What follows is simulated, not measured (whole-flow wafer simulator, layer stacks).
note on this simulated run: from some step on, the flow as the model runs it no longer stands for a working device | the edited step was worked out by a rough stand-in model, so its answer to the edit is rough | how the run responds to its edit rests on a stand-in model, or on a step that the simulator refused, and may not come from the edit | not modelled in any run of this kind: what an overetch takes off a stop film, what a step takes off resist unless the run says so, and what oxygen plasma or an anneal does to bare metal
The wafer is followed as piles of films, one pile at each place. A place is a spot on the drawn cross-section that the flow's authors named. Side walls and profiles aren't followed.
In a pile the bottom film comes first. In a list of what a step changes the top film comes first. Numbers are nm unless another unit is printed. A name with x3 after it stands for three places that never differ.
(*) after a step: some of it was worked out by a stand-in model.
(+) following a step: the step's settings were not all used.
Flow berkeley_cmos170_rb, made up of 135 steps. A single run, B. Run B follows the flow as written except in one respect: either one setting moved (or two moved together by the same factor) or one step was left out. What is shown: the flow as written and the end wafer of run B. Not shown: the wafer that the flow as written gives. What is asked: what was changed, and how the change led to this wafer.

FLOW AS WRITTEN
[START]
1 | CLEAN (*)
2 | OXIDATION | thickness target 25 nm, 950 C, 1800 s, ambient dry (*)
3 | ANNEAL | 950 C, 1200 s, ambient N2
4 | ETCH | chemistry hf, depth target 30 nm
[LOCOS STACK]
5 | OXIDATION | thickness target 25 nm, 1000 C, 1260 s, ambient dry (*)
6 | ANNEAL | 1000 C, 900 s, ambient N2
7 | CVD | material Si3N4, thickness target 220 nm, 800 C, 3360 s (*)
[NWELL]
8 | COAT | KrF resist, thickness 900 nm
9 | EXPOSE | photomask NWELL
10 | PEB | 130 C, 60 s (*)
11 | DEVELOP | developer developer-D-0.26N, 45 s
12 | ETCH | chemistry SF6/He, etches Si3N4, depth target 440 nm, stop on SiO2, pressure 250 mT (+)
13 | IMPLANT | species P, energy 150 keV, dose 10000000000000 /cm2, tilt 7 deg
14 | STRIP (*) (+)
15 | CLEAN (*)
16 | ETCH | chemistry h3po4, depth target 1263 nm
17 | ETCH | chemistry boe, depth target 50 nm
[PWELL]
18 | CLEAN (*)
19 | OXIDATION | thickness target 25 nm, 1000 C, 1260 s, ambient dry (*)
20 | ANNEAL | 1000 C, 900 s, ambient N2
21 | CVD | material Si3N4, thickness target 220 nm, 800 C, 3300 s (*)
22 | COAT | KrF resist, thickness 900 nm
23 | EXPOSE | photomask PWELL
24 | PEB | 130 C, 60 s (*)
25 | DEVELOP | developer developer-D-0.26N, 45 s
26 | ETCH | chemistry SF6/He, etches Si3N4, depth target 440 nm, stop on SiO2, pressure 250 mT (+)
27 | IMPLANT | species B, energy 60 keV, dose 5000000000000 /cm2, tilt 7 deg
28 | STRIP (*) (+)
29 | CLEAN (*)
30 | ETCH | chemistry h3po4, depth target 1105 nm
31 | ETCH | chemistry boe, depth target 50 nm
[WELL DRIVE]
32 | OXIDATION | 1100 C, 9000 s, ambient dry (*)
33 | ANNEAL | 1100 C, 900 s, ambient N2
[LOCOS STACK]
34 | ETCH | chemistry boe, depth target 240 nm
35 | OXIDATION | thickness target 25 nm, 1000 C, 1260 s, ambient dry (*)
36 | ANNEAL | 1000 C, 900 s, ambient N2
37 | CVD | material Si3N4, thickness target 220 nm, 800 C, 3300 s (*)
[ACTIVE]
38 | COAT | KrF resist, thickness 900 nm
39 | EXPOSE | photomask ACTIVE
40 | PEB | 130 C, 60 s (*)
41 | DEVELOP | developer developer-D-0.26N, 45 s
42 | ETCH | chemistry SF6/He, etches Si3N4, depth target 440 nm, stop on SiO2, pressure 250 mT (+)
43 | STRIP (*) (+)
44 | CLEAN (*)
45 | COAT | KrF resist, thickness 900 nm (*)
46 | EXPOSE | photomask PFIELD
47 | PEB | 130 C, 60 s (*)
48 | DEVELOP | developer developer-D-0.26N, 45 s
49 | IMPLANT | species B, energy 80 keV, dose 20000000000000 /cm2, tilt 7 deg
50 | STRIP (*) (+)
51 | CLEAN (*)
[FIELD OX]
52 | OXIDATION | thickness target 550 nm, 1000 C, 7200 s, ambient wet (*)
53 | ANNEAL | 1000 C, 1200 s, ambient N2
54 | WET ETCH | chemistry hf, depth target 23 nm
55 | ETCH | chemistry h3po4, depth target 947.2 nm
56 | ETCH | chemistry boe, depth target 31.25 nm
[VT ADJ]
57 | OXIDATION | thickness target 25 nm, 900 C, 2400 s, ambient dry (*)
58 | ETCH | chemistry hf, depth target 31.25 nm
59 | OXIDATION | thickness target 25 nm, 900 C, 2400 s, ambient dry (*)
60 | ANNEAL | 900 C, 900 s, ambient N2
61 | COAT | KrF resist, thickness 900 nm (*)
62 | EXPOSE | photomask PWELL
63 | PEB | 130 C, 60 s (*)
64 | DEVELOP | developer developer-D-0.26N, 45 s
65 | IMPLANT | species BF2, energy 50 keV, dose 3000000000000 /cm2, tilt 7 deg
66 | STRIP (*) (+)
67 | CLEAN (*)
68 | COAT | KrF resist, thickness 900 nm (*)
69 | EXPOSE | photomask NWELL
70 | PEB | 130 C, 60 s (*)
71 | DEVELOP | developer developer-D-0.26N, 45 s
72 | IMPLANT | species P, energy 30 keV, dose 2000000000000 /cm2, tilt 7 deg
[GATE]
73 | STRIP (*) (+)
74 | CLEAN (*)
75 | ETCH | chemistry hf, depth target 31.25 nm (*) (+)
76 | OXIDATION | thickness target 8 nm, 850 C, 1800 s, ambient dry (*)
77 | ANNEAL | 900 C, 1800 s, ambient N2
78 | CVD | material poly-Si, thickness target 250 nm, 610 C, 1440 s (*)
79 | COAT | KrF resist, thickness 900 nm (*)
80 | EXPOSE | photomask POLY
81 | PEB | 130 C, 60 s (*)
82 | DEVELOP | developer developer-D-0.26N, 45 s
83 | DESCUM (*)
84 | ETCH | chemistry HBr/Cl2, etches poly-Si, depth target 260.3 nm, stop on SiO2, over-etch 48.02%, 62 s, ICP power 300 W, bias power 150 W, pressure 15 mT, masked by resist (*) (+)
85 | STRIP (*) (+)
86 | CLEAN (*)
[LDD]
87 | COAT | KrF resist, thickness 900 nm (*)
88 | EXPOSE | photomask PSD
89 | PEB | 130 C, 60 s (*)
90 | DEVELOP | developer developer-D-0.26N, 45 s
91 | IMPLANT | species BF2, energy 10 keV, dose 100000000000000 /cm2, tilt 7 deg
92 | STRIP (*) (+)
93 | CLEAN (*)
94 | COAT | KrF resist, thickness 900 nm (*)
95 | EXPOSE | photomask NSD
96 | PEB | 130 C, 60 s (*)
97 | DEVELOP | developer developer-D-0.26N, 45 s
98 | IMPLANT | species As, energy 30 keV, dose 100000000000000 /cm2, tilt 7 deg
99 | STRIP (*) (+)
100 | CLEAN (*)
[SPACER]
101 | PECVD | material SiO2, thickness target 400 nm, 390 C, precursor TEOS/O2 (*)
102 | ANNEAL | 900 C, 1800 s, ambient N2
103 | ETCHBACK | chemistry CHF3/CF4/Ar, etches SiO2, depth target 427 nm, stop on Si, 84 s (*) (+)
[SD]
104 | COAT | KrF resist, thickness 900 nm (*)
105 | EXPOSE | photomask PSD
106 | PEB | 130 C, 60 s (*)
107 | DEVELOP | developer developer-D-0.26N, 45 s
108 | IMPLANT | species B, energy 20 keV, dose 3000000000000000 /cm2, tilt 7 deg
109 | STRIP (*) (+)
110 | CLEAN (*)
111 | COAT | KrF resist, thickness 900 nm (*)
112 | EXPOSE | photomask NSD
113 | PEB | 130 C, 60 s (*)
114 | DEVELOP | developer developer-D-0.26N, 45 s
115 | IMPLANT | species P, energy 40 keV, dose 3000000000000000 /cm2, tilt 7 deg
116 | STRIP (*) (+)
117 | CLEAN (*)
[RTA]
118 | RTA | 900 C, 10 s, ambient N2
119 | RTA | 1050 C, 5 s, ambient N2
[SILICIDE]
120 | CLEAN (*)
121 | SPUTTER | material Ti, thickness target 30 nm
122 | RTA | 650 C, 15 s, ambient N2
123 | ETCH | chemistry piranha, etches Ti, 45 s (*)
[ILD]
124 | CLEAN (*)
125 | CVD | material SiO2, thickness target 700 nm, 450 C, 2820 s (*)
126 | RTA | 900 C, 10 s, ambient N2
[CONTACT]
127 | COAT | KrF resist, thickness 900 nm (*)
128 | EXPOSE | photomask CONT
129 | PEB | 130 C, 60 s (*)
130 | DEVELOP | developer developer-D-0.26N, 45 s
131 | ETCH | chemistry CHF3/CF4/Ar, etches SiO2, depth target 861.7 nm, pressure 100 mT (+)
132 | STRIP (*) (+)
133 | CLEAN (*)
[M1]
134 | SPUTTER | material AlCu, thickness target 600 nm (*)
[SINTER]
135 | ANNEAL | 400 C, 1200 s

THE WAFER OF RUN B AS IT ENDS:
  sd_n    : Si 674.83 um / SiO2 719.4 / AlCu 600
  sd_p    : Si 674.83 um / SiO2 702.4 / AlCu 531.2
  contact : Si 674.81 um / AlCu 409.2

The reason: step 59, OXIDATION: 1080 C was run, while the flow as written has 900 C.

Step by step, how the change led to this:
  59 | OXIDATION | thickness target 25 nm, 900 C, 2400 s, ambient dry (*)
      sd_n, spacer_n, gate, sd_p, spacer_p, gate_p, contact, m1: SiO2 gains 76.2 (new film), Si loses 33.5 (in the flow as written it would be: SiO2 gains 15 (new film), Si loses 6.62)
      field: SiO2 gains 12.4, Si loses 5.45 (in the flow as written it would be: SiO2 gains 1.55, Si loses 0.68)
  61 | COAT | KrF resist, thickness 900 nm (*)
      field: KrF resist gains 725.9 (new film) (in the flow as written it would be: KrF resist gains 705.7 (new film))
  64 | DEVELOP | developer developer-D-0.26N, 45 s
      field: KrF resist loses 725.9 (all of it) (in the flow as written it would be: KrF resist loses 705.7 (all of it))
  68 | COAT | KrF resist, thickness 900 nm (*)
      field: KrF resist gains 725.9 (new film) (in the flow as written it would be: KrF resist gains 705.7 (new film))
  73 | STRIP (*) (+)
      field: KrF resist loses 711.7 (all of it) (in the flow as written it would be: KrF resist loses 691.4 (all of it))
  75 | ETCH | chemistry hf, depth target 31.25 nm (*) (+)
      sd_n, spacer_n, gate, sd_p, spacer_p, gate_p, contact, m1: SiO2 loses 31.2 (in the flow as written it would be: SiO2 loses 15 (all of it))
  76 | OXIDATION | thickness target 8 nm, 850 C, 1800 s, ambient dry (*)
      sd_n, spacer_n, gate, sd_p, spacer_p, gate_p, contact, m1: SiO2 gains 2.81, Si loses 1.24 (in the flow as written it would be: SiO2 gains 7.53 (new film), Si loses 3.31)
  103 | ETCHBACK | chemistry CHF3/CF4/Ar, etches SiO2, depth target 427 nm, stop on Si, 84 s (*) (+)
      sd_n, contact, m1: SiO2 loses 427 (in the flow as written it would be: SiO2 loses 406.1 (all of it))
      sd_p: SiO2 loses 427 (in the flow as written it would be: SiO2 loses 388.4 (all of it))
  104 | COAT | KrF resist, thickness 900 nm (*)
      spacer_p: KrF resist gains 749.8 (new film) (in the flow as written it would be: KrF resist gains 767.7 (new film))
      gate_p: KrF resist gains 725.6 (new film) (in the flow as written it would be: KrF resist gains 743.2 (new film))
  107 | DEVELOP | developer developer-D-0.26N, 45 s
      spacer_p: KrF resist loses 749.8 (all of it) (in the flow as written it would be: KrF resist loses 767.7 (all of it))
      gate_p: KrF resist loses 725.6 (all of it) (in the flow as written it would be: KrF resist loses 743.2 (all of it))
  111 | COAT | KrF resist, thickness 900 nm (*)
      spacer_p: KrF resist gains 749.8 (new film) (in the flow as written it would be: KrF resist gains 767.7 (new film))
      gate_p: KrF resist gains 725.6 (new film) (in the flow as written it would be: KrF resist gains 743.2 (new film))
  116 | STRIP (*) (+)
      spacer_p: KrF resist loses 735.5 (all of it) (in the flow as written it would be: KrF resist loses 753.5 (all of it))
      gate_p: KrF resist loses 711.4 (all of it) (in the flow as written it would be: KrF resist loses 729 (all of it))
  121 | SPUTTER | material Ti, thickness target 30 nm
      sd_p: Ti gains 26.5 (new film) (in the flow as written it would be: Ti gains 27.1 (new film))
  122 | RTA | 650 C, 15 s, ambient N2
      sd_n, contact, m1: nothing (in the flow as written it would be: Ti loses 23.4, TiSi first gains 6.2 (new film), TiSi2 C49 gains 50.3 (new film), Si loses 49)
      sd_p: nothing (in the flow as written it would be: Ti loses 21.1, TiSi first gains 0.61 (new film), TiSi2 C49 gains 52.9 (new film), Si loses 47.6)
  123 | ETCH | chemistry piranha, etches Ti, 45 s (*)
      sd_n, contact, m1: Ti loses 30 (all of it) (in the flow as written it would be: Ti loses 6.6 (all of it))
      sd_p: Ti loses 26.5 (all of it) (in the flow as written it would be: Ti loses 5.96 (all of it))
  125 | CVD | material SiO2, thickness target 700 nm, 450 C, 2820 s (*)
      sd_n, sd_p, contact, m1: SiO2 gains 700 (in the flow as written it would be: SiO2 gains 700 (new film))
  ... 4 other steps ...
  134 | SPUTTER | material AlCu, thickness target 600 nm (*)
      sd_p: AlCu gains 531.2 (new film) (in the flow as written it would be: AlCu gains 545.9 (new film))
